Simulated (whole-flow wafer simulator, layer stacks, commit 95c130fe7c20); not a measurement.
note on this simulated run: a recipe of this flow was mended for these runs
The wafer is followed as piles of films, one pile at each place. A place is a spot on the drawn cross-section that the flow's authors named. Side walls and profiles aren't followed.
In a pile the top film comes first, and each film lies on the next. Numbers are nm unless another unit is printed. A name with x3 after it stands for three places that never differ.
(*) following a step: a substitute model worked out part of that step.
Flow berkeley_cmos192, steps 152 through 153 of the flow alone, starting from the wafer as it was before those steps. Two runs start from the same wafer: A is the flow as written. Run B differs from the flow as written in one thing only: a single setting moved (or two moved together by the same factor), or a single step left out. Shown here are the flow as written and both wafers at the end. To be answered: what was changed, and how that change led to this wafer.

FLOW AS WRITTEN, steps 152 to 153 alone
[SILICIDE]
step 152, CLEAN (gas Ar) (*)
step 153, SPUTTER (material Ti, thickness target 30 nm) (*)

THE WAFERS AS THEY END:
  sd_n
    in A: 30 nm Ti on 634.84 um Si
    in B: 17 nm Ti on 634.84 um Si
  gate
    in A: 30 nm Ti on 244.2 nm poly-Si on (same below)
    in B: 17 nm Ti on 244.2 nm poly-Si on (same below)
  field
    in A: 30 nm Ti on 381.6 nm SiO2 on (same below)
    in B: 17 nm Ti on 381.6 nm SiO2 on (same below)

The reason: step 153, SPUTTER: thickness target 17 nm was run, while the flow as written has thickness target 30 nm.
One can read it off the wafer: sd_n has Ti 17, and step 153 as written asks for 30 nm.

How this came from the change, step by step:
  step 153, SPUTTER (material Ti, thickness target 30 nm) (*)
      field, sd_n, spacer_n, gate, spacer_p, gate_p, contact x2: A +30 Ti (new film) | B +17 Ti (new film)
      sd_p: A +28.2 Ti (new film) | B +16 Ti (new film)
